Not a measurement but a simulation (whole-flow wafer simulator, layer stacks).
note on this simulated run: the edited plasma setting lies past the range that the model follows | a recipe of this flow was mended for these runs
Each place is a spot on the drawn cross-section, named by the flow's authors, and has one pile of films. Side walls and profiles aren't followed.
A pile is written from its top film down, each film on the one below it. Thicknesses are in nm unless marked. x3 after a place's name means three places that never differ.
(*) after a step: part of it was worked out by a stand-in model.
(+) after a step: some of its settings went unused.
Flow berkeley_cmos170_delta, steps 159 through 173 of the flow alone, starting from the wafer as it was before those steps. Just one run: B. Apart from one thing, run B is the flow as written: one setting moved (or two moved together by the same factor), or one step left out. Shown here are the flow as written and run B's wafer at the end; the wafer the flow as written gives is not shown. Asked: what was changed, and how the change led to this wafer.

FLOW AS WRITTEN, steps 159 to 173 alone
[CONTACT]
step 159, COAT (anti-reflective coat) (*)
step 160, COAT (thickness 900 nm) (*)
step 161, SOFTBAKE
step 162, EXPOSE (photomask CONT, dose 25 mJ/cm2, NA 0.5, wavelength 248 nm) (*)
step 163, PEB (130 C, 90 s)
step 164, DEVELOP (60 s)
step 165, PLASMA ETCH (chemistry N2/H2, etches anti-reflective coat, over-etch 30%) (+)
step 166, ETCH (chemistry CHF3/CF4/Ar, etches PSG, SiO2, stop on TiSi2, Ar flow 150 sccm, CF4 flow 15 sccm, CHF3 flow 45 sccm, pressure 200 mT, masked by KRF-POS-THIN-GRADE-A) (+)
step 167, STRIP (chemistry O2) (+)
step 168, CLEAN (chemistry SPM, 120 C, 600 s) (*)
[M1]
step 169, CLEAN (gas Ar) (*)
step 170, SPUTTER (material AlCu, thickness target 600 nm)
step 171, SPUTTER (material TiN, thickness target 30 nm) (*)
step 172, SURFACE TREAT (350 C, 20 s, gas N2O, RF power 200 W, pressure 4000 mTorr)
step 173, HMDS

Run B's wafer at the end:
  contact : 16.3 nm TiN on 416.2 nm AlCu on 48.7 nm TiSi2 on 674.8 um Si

Cause: step 166, ETCH: pressure 128 mT was run, though the flow has pressure 200 mT.

How this came from the change, step by step:
  step 166, ETCH (chemistry CHF3/CF4/Ar, etches PSG, SiO2, stop on TiSi2, Ar flow 150 sccm, CF4 flow 15 sccm, CHF3 flow 45 sccm, pressure 200 mT, masked by KRF-POS-THIN-GRADE-A) (+)
      field, sd_n, spacer_n, gate, sd_p, spacer_p, gate_p, m1: -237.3 KrF-resist (in the flow as written it would be: -193.9 KrF-resist)
      contact: -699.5 PSG (all of it), -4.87 TiSi2 (in the flow as written it would be: -699.5 PSG (all of it), -3.81 TiSi2)
  step 167, STRIP (chemistry O2) (+)
      field: -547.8 KrF-resist (all of it), -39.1 anti-reflective coat (all of it) (in the flow as written it would be: -591.1 KrF-resist (all of it), -39.1 anti-reflective coat (all of it))
      sd_n: -571.1 KrF-resist (all of it), -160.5 anti-reflective coat (all of it) (in the flow as written it would be: -614.4 KrF-resist (all of it), -160.5 anti-reflective coat (all of it))
      (also at 6 further places)
